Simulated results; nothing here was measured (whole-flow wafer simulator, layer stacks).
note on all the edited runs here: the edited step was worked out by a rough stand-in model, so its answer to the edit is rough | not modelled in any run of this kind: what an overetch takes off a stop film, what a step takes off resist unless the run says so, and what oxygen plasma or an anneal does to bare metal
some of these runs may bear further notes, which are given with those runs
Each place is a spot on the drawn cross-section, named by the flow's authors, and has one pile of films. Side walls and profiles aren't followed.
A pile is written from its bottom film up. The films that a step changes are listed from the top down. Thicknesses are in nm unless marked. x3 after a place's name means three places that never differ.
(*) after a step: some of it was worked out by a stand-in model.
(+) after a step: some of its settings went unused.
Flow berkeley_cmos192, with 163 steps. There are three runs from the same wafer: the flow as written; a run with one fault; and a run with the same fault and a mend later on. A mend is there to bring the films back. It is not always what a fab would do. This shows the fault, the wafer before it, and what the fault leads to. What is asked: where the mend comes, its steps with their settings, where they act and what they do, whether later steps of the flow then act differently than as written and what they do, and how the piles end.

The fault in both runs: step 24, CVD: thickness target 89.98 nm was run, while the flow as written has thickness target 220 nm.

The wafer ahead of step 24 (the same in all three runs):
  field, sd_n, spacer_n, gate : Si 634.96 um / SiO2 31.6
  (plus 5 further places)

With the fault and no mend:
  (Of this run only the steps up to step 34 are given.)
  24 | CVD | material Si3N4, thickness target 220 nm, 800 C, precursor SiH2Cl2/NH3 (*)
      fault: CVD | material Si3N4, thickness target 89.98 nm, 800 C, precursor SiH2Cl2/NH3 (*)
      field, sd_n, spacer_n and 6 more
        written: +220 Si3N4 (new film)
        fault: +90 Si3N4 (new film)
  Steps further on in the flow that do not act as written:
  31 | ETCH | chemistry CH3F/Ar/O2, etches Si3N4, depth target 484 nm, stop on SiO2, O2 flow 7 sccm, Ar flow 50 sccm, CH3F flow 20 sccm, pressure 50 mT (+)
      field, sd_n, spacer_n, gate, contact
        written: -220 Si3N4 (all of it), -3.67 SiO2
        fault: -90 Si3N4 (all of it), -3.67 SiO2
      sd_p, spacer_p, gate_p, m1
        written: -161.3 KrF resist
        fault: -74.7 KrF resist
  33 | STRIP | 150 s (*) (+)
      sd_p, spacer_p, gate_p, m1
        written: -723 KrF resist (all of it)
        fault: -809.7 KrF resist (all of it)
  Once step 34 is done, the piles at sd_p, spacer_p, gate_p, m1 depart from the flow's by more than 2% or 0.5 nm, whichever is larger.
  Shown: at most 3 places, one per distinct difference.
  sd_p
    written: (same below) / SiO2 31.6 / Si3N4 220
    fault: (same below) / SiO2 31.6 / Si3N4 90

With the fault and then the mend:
  The mend stands after step 24.
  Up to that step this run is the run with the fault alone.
  24a | CVD | material Si3N4, thickness target 130 nm, 800 C, precursor SiH2Cl2/NH3 (*) (the flow's step 24, run once more with other settings)
      field, sd_n, spacer_n and 6 more
        +130 Si3N4
  Later steps of the flow that are run all act as written at every place that is followed.
  The piles end the same as the flow's at every place that both follow.
